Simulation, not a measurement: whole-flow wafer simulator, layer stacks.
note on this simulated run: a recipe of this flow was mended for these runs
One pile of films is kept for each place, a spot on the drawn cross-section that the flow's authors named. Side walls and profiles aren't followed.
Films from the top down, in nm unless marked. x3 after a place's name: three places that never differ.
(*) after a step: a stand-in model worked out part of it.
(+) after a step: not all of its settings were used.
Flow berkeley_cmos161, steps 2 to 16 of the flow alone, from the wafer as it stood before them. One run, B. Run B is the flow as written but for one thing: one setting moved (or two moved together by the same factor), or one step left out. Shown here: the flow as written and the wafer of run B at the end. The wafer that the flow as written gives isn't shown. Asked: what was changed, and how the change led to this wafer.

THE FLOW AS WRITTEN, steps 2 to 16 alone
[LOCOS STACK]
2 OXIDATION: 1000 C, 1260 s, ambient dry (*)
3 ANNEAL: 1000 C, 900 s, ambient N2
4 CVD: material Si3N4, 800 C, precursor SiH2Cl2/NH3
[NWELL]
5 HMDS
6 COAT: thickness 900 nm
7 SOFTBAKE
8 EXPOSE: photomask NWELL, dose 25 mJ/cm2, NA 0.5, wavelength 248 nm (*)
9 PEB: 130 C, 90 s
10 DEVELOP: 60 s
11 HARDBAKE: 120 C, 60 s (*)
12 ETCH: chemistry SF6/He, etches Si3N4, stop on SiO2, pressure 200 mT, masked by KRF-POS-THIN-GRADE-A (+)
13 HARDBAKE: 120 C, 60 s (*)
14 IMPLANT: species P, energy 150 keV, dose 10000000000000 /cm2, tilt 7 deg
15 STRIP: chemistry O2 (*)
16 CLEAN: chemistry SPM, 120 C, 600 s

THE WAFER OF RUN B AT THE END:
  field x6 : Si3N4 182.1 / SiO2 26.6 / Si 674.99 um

The cause: step 4, CVD: 780 C was run, where the flow has 800 C.

How the change led to this, step by step:
  4 CVD: material Si3N4, 800 C, precursor SiH2Cl2/NH3
      field x6, sd_p x3: Si3N4 +182.1 (new film) (as written it would be: Si3N4 +229.8 (new film))
  12 ETCH: chemistry SF6/He, etches Si3N4, stop on SiO2, pressure 200 mT, masked by KRF-POS-THIN-GRADE-A (+)
      field x6: KrF-resist -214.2 (as written it would be: KrF-resist -266.1)
      sd_p x3: Si3N4 -182.1 (all of it), SiO2 -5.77 (as written it would be: Si3N4 -229.8 (all of it), SiO2 -5.77)
  15 STRIP: chemistry O2 (*)
      field x6: KrF-resist -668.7 (all of it) (as written it would be: KrF-resist -616.9 (all of it))
